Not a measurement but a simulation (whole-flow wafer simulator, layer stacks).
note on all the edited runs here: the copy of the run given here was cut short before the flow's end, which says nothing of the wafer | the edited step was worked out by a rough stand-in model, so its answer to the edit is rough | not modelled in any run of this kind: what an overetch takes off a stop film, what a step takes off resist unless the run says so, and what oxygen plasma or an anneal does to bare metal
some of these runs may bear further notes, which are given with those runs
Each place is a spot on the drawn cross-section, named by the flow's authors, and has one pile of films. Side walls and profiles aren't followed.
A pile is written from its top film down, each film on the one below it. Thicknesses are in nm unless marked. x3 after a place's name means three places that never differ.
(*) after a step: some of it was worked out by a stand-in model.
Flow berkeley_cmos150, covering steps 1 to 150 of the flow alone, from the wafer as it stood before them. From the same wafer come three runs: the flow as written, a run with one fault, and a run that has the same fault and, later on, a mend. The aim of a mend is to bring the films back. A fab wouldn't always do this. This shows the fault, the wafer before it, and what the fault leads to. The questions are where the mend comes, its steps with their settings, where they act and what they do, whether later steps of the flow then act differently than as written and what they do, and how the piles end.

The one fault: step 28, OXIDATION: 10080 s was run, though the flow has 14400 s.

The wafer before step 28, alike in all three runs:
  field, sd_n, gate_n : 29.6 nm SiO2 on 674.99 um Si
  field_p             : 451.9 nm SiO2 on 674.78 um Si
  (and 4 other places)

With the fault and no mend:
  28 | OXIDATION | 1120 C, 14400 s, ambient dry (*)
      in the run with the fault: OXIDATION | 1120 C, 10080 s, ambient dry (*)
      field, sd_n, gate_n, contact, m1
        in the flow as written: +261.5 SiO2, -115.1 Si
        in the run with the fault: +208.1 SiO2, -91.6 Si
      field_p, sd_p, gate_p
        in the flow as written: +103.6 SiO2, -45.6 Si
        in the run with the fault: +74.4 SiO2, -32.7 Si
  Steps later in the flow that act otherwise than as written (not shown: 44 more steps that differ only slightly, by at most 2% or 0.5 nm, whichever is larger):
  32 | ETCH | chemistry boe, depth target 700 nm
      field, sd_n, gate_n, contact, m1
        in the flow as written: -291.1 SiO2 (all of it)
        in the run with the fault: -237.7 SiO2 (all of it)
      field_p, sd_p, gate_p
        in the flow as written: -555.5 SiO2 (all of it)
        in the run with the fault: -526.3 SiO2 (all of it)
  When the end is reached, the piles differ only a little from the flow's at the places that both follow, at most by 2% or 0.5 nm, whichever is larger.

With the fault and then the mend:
  The mend follows step 28.
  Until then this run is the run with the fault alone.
  28a | OXIDATION | 1120 C, 4320 s, ambient dry (*) (the flow's step 28 again, with other settings)
      field, sd_n, gate_n, contact, m1
        +53.4 SiO2, -23.5 Si
      field_p, sd_p, gate_p
        +29.2 SiO2, -12.8 Si
  Later steps of the flow that are run all act as written at every place that is followed.
  The piles end the same as the flow's at every place that both follow.
